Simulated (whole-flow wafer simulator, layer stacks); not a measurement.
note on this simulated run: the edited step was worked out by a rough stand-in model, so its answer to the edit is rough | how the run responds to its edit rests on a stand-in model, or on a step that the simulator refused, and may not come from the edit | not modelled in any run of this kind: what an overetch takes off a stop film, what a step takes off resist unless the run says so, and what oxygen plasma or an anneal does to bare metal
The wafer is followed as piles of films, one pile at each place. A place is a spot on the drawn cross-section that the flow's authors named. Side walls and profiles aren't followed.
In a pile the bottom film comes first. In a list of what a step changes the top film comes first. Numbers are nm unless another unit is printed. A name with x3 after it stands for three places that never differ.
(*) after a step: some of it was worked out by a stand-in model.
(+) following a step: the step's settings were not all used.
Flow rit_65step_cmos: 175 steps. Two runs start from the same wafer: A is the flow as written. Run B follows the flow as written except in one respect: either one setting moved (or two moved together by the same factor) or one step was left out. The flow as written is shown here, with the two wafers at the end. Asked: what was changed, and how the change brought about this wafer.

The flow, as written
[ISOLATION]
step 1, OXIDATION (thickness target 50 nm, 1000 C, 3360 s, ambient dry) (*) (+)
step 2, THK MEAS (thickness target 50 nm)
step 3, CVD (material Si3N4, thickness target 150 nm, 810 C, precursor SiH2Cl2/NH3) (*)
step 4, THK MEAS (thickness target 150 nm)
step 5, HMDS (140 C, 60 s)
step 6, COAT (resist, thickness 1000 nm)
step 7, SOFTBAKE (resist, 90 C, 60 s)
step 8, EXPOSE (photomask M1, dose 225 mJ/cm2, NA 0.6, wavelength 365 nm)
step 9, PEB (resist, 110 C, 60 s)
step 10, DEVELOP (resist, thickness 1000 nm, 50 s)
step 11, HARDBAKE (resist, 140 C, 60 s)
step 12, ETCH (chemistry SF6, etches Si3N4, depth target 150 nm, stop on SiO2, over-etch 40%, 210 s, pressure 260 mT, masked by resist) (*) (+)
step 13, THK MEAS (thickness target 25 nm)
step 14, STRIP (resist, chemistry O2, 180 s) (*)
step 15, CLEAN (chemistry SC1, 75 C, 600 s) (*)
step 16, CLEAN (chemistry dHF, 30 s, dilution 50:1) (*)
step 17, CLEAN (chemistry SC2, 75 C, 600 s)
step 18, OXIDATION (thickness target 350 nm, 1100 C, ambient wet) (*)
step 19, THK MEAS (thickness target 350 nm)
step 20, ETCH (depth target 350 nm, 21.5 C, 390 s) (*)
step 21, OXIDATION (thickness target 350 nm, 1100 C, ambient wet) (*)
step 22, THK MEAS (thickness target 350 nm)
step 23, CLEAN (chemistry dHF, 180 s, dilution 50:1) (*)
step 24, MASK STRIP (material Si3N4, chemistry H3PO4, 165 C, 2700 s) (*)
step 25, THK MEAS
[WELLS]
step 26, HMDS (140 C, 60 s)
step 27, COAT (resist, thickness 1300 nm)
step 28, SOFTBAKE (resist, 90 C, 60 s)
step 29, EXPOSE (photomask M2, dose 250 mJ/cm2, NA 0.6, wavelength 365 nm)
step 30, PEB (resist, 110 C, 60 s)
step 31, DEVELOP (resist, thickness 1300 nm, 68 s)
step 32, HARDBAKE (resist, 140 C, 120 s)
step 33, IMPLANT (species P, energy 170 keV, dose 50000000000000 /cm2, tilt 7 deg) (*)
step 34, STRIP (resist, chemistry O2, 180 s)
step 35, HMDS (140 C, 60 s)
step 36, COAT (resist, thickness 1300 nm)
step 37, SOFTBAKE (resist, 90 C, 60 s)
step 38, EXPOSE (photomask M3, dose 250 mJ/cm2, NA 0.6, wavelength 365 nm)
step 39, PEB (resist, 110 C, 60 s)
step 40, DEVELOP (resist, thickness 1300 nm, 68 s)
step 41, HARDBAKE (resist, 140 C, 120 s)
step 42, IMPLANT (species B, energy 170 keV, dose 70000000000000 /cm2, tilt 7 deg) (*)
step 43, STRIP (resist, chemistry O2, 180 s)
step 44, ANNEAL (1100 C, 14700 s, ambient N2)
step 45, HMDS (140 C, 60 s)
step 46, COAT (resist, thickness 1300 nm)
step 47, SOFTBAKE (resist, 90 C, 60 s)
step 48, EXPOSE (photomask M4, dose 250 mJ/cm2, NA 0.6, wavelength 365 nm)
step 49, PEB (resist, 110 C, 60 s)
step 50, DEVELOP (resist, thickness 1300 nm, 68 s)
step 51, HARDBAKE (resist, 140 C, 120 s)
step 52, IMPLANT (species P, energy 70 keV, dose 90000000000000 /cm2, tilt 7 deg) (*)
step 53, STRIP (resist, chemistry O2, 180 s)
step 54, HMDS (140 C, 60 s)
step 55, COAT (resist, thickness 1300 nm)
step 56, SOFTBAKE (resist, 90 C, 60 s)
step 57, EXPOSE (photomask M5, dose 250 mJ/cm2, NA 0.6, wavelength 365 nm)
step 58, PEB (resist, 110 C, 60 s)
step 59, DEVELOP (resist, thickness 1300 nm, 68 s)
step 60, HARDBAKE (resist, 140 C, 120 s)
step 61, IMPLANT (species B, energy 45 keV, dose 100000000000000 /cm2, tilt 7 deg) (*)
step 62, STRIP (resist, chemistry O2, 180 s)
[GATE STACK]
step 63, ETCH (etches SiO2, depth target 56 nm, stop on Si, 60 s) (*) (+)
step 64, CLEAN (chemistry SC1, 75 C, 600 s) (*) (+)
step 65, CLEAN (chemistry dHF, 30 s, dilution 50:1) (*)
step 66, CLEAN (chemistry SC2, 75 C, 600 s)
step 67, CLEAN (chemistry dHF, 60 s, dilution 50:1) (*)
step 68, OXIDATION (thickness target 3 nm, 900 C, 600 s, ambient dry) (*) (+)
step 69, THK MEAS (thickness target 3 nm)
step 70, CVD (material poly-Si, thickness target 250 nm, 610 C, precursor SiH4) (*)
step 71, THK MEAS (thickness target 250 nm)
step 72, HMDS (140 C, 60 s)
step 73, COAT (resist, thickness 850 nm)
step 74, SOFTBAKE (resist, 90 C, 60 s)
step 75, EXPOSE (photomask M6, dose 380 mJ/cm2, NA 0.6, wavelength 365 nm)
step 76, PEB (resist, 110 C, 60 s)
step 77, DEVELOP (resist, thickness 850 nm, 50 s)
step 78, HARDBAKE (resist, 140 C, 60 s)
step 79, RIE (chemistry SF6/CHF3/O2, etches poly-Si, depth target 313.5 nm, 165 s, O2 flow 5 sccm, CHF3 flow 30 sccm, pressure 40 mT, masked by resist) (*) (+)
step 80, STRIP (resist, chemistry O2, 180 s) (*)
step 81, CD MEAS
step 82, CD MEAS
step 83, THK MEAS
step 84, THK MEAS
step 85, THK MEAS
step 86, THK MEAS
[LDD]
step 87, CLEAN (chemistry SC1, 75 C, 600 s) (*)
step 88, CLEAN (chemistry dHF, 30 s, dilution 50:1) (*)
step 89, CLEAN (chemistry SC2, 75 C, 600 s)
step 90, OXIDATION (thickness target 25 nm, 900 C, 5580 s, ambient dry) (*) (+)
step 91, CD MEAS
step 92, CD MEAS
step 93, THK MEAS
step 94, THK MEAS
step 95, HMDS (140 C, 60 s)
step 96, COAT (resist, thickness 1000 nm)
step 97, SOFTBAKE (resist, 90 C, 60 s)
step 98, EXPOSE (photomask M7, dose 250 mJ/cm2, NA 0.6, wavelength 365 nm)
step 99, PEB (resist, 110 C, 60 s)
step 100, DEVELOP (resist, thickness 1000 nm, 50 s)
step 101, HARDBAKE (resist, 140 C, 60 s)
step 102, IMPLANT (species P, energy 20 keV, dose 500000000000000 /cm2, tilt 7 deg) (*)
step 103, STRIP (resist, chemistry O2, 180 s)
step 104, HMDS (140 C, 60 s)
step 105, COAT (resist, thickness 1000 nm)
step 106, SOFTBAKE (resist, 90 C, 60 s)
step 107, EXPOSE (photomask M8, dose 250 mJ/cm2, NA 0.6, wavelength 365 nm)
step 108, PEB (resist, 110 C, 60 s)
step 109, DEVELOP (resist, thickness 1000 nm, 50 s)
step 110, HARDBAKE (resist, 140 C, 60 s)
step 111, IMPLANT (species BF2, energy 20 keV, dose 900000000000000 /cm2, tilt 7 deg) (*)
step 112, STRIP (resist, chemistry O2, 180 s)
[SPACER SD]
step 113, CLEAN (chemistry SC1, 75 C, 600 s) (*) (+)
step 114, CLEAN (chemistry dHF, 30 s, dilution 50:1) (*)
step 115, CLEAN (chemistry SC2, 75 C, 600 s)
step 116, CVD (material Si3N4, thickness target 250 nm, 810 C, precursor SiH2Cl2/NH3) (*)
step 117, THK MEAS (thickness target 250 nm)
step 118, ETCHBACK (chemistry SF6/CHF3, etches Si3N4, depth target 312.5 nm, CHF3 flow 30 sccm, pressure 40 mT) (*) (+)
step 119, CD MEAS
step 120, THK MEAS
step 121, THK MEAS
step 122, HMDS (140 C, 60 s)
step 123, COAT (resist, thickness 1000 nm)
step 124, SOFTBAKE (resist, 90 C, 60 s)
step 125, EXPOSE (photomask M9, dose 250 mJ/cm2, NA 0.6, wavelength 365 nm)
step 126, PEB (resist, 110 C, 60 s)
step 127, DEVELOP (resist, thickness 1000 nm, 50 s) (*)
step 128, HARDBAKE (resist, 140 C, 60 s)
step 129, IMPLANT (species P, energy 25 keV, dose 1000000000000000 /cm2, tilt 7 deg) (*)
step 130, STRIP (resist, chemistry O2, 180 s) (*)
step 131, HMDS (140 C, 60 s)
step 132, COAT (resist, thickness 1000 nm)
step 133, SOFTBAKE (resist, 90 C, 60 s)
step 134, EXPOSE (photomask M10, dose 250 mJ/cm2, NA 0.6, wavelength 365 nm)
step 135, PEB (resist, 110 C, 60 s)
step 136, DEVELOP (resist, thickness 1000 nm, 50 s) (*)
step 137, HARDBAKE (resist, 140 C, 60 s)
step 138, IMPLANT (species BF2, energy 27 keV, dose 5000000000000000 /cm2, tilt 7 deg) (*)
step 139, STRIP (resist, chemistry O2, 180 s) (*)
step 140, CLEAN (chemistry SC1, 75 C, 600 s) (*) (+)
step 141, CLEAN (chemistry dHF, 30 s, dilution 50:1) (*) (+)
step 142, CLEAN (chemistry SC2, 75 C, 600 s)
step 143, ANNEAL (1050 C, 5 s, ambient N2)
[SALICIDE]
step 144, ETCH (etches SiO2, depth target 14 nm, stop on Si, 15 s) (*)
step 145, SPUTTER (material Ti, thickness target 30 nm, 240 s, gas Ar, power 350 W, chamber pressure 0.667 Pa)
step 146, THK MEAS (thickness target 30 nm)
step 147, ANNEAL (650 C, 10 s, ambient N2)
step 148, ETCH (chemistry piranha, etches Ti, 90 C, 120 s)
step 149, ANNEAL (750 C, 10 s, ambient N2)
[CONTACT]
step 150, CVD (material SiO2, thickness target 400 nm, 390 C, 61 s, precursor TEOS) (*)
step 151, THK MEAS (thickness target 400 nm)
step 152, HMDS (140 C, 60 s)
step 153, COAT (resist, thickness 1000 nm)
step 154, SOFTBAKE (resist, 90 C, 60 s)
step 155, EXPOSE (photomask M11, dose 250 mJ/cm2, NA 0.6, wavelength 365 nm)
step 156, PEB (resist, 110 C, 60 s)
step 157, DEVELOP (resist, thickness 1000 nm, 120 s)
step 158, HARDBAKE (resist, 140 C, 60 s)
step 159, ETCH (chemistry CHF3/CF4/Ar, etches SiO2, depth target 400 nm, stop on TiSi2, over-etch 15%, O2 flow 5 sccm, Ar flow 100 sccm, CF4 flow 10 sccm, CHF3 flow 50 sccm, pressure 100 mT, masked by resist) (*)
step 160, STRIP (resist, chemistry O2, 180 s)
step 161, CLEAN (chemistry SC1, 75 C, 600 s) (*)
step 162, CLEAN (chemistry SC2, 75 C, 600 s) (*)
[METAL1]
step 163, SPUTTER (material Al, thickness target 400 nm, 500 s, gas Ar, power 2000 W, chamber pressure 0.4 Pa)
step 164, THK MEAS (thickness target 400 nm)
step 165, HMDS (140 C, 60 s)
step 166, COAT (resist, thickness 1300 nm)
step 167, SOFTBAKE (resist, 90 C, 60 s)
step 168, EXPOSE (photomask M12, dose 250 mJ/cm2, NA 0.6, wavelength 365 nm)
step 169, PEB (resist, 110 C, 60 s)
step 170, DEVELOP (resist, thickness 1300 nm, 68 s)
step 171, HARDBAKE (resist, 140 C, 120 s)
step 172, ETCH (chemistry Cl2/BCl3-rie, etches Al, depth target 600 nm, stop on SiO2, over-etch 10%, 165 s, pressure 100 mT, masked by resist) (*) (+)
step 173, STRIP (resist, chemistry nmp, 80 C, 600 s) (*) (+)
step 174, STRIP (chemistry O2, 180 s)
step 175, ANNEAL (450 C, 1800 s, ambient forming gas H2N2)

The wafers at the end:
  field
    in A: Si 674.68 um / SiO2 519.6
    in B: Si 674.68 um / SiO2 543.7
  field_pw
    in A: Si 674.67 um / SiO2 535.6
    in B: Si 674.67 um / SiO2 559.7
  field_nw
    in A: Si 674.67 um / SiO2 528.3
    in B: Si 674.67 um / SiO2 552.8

Cause: step 118, ETCHBACK: depth target 281.2 nm was run, though the flow has depth target 312.5 nm.

The path from the change to this, step by step:
  step 118, ETCHBACK (chemistry SF6/CHF3, etches Si3N4, depth target 312.5 nm, CHF3 flow 30 sccm, pressure 40 mT) (*) (+)
      field, field_pw, field_nw, field_p: A Si3N4 loses 250 (all of it), SiO2 loses 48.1 | B Si3N4 loses 250 (all of it), SiO2 loses 24
      spacer, spacer_p: A Si3N4 loses 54 | B Si3N4 loses 22.7
      (and at 2 other places as well)
  step 123, COAT (resist, thickness 1000 nm)
      gate_n: A resist gains 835 (new film) | B resist gains 793.5 (new film)
      gate_p: A resist gains 836.1 (new film) | B resist gains 794.6 (new film)
      (and at 2 other places as well)
  step 126, PEB (resist, 110 C, 60 s)
      gate_n: A resist loses 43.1 | B resist loses 40.8
      gate_p: A resist loses 43.1 | B resist loses 40.9
      (and at 2 other places as well)
  step 127, DEVELOP (resist, thickness 1000 nm, 50 s) (*)
      gate_n: A resist loses 791.9 (all of it) | B resist loses 752.7 (all of it)
      spacer: A resist loses 772.3 (all of it) | B resist loses 750.2 (all of it)
  step 128, HARDBAKE (resist, 140 C, 60 s)
      gate_p: A resist loses 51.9 | B resist loses 48.9
      spacer_p: A resist loses 50.4 | B resist loses 48.7
  step 130, STRIP (resist, chemistry O2, 180 s) (*)
      gate_p: A chemical SiO2 gains 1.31 (new film), resist loses 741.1 (all of it), poly-Si loses 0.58 | B chemical SiO2 gains 1.31 (new film), resist loses 704.8 (all of it), poly-Si loses 0.58
      spacer_p: A resist loses 722.3 (all of it) | B resist loses 701.9 (all of it)
  step 132, COAT (resist, thickness 1000 nm)
      gate_n: A resist gains 834.8 (new film) | B resist gains 793.4 (new film)
      gate_p: A resist gains 835.9 (new film) | B resist gains 794.5 (new film)
      (and at 2 other places as well)
  step 135, PEB (resist, 110 C, 60 s)
      gate_n: A resist loses 43.1 | B resist loses 40.8
      gate_p: A resist loses 43.1 | B resist loses 40.9
      (and at 2 other places as well)
  step 136, DEVELOP (resist, thickness 1000 nm, 50 s) (*)
      gate_p: A resist loses 792.8 (all of it) | B resist loses 753.6 (all of it)
      spacer_p: A resist loses 773.3 (all of it) | B resist loses 751.2 (all of it)
  step 137, HARDBAKE (resist, 140 C, 60 s)
      gate_n: A resist loses 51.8 | B resist loses 48.8
      spacer: A resist loses 50.4 | B resist loses 48.7
  step 139, STRIP (resist, chemistry O2, 180 s) (*)
      gate_n: A resist loses 740 (all of it), chemical SiO2 gains 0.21, poly-Si loses 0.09 | B resist loses 703.7 (all of it), chemical SiO2 gains 0.21, poly-Si loses 0.09
      spacer: A resist loses 722.5 (all of it) | B resist loses 702 (all of it)
  step 145, SPUTTER (material Ti, thickness target 30 nm, 240 s, gas Ar, power 350 W, chamber pressure 0.667 Pa)
      gate_n: A Ti gains 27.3 (new film) | B Ti gains 30 (new film)
      gate_p: A Ti gains 27.2 (new film) | B Ti gains 30 (new film)
  step 147, ANNEAL (650 C, 10 s, ambient N2)
      gate_n: A Ti loses 21.3, TiSi first gains 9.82 (new film), TiSi2 C49 gains 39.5 (new film), poly-Si loses 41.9 | B Ti loses 23.4, TiSi first gains 15.7 (new film), TiSi2 C49 gains 36.2 (new film), poly-Si loses 42.9
      gate_p: A Ti loses 21.2, TiSi first gains 9.56 (new film), TiSi2 C49 gains 39.6 (new film), poly-Si loses 41.9 | B Ti loses 23.4, TiSi first gains 15.7 (new film), TiSi2 C49 gains 36.2 (new film), poly-Si loses 42.9
  step 148, ETCH (chemistry piranha, etches Ti, 90 C, 120 s)
      gate_n: A Ti loses 6 (all of it), TiSi first loses 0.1 | B Ti loses 6.6 (all of it), TiSi first loses 0.1
      gate_p: A Ti loses 5.97 (all of it), TiSi first loses 0.1 | B Ti loses 6.6 (all of it), TiSi first loses 0.1
  step 149, ANNEAL (750 C, 10 s, ambient N2)
      gate_n: A TiSi2 gains 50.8 (new film), TiSi first loses 9.72 (all of it), TiSi2 C49 loses 39.5 (all of it), poly-Si loses 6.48 | B TiSi2 gains 55.9 (new film), TiSi first loses 15.6 (all of it), TiSi2 C49 loses 36.2 (all of it), poly-Si loses 10.4
      gate_p: A TiSi2 gains 50.6 (new film), TiSi first loses 9.46 (all of it), TiSi2 C49 loses 39.6 (all of it), poly-Si loses 6.31 | B TiSi2 gains 55.9 (new film), TiSi first loses 15.6 (all of it), TiSi2 C49 loses 36.2 (all of it), poly-Si loses 10.4
  step 150, CVD (material SiO2, thickness target 400 nm, 390 C, 61 s, precursor TEOS) (*)
      gate_n: A SiO2 gains 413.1 (new film) | B SiO2 gains 400 (new film)
      gate_p: A SiO2 gains 413.7 (new film) | B SiO2 gains 400 (new film)
  ... 6 other steps ...
  step 170, DEVELOP (resist, thickness 1300 nm, 68 s)
      gate_n: A resist loses 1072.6 (all of it) | B resist loses 1043.9 (all of it)
      gate_p: A resist loses 1076.3 (all of it) | B resist loses 1048.1 (all of it)
